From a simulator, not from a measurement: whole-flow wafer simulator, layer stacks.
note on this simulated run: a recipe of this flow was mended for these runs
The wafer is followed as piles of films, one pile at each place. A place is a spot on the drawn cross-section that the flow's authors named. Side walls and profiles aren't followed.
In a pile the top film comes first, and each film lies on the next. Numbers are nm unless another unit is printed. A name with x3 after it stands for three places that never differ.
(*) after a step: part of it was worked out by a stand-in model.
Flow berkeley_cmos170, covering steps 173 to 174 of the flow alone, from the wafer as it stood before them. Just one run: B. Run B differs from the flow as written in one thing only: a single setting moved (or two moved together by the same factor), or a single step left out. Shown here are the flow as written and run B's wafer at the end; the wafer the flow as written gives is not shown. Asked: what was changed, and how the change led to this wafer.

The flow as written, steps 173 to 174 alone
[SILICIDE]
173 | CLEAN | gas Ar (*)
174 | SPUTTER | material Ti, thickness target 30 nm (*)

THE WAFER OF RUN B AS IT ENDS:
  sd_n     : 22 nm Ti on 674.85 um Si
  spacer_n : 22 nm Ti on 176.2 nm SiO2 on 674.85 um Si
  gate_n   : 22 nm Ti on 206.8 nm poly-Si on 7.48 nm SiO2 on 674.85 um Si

The reason: step 174, SPUTTER: thickness target 22 nm was run, whereas the flow has thickness target 30 nm.
The wafer itself shows it: sd_n has Ti 22, and step 174 as written asks for 30 nm.

How this came from the change, step by step:
  174 | SPUTTER | material Ti, thickness target 30 nm (*)
      field, mark, sd_n and 10 more: +22 Ti (new film) (in the flow as written it would be: +30 Ti (new film))
